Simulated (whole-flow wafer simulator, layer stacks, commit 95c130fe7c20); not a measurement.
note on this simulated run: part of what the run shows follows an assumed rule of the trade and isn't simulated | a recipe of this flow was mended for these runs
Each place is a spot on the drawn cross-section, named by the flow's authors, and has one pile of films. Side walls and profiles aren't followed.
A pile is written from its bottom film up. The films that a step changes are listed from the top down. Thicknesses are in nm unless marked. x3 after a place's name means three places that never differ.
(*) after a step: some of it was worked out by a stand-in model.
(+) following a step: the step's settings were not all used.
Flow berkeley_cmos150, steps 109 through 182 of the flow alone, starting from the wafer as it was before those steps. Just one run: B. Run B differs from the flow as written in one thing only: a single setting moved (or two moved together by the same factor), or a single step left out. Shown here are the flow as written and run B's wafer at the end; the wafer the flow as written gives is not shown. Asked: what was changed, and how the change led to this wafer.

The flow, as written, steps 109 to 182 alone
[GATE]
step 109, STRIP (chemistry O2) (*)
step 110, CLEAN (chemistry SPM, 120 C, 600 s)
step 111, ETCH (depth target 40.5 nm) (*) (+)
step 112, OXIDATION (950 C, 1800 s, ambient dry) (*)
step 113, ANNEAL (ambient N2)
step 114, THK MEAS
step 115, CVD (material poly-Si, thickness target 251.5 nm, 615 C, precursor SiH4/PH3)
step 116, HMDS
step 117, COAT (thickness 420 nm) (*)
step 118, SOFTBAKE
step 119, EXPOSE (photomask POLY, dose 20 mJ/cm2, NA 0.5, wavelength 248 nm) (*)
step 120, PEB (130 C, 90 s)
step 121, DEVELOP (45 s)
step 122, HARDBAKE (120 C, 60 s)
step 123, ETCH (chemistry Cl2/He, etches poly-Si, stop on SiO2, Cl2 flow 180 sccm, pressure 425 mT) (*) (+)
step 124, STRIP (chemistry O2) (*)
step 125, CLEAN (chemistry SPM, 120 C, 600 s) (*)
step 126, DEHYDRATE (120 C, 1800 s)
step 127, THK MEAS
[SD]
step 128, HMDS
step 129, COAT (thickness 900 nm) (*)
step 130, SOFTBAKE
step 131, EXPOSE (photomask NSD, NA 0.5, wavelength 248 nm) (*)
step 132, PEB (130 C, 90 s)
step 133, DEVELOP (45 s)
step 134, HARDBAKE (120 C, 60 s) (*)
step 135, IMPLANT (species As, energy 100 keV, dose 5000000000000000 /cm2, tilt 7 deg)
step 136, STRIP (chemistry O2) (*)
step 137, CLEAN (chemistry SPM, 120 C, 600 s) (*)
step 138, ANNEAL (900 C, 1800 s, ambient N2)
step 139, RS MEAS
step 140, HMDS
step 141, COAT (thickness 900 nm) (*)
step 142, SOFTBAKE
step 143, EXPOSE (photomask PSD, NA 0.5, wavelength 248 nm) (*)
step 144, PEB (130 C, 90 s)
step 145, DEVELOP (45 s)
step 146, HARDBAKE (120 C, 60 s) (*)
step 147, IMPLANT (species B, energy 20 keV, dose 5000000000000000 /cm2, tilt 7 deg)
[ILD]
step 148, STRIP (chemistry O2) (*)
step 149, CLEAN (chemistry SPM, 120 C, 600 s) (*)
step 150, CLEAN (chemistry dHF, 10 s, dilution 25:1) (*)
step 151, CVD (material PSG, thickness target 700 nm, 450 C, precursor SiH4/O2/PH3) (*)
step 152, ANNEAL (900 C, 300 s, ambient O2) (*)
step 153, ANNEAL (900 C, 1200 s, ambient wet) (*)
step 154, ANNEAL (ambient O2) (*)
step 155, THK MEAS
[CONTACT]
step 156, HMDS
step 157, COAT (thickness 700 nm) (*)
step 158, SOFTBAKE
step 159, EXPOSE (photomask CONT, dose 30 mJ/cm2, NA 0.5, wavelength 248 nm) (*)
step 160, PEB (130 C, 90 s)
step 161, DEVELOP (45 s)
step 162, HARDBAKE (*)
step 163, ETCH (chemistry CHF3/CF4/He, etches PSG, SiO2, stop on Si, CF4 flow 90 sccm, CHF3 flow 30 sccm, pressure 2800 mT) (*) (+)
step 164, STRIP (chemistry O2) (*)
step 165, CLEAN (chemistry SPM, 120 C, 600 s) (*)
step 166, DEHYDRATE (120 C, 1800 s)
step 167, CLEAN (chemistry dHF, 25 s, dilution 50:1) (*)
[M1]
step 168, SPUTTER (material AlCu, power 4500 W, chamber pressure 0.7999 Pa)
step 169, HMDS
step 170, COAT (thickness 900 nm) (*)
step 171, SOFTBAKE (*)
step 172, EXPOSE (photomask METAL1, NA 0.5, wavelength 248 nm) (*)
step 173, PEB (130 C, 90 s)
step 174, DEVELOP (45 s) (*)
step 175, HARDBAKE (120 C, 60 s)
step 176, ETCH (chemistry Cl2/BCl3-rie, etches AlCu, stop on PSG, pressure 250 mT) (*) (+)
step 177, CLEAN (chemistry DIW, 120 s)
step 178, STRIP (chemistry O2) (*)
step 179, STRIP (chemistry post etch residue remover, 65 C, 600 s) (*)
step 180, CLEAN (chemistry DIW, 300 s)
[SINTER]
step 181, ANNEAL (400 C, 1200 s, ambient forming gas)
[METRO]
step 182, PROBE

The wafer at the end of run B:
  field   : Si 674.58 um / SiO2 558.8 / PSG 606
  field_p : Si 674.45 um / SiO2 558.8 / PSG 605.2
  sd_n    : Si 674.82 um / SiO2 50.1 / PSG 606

The reason: step 111, ETCH: depth target 20.25 nm was run, whereas the flow has depth target 40.5 nm.

How this came from the change, step by step:
  step 111, ETCH (depth target 40.5 nm) (*) (+)
      sd_n: -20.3 SiO2 (as written it would have been: -40.4 SiO2 (all of it))
      field, field_p: -20.2 SiO2 (as written it would have been: -40.5 SiO2)
  step 112, OXIDATION (950 C, 1800 s, ambient dry) (*)
      sd_n: +12.5 SiO2, -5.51 Si (as written it would have been: +20.4 SiO2 (new film), -8.98 Si)
  step 124, STRIP (chemistry O2) (*)
      gate_n: +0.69 chemical SiO2 (new film), -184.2 KrF-resist (all of it), -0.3 poly-Si (as written it would have been: +0.69 chemical SiO2 (new film), -176.1 KrF-resist (all of it), -0.3 poly-Si)
      gate_p: +0.69 chemical SiO2 (new film), -217.6 KrF-resist (all of it), -0.3 poly-Si (as written it would have been: +0.69 chemical SiO2 (new film), -213.2 KrF-resist (all of it), -0.3 poly-Si)
  step 164, STRIP (chemistry O2) (*)
      gate_n: -339.7 KrF-resist (all of it) (as written it would have been: -331.2 KrF-resist (all of it))
      gate_p: -383.9 KrF-resist (all of it) (as written it would have been: -375.7 KrF-resist (all of it))
  step 176, ETCH (chemistry Cl2/BCl3-rie, etches AlCu, stop on PSG, pressure 250 mT) (*) (+)
      gate_p: -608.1 AlCu (all of it), -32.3 PSG (as written it would have been: -616.1 AlCu (all of it), -31.2 PSG)
  step 178, STRIP (chemistry O2) (*)
      m1: -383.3 thick-KrF-resist (all of it) (as written it would have been: -373.8 thick-KrF-resist (all of it))
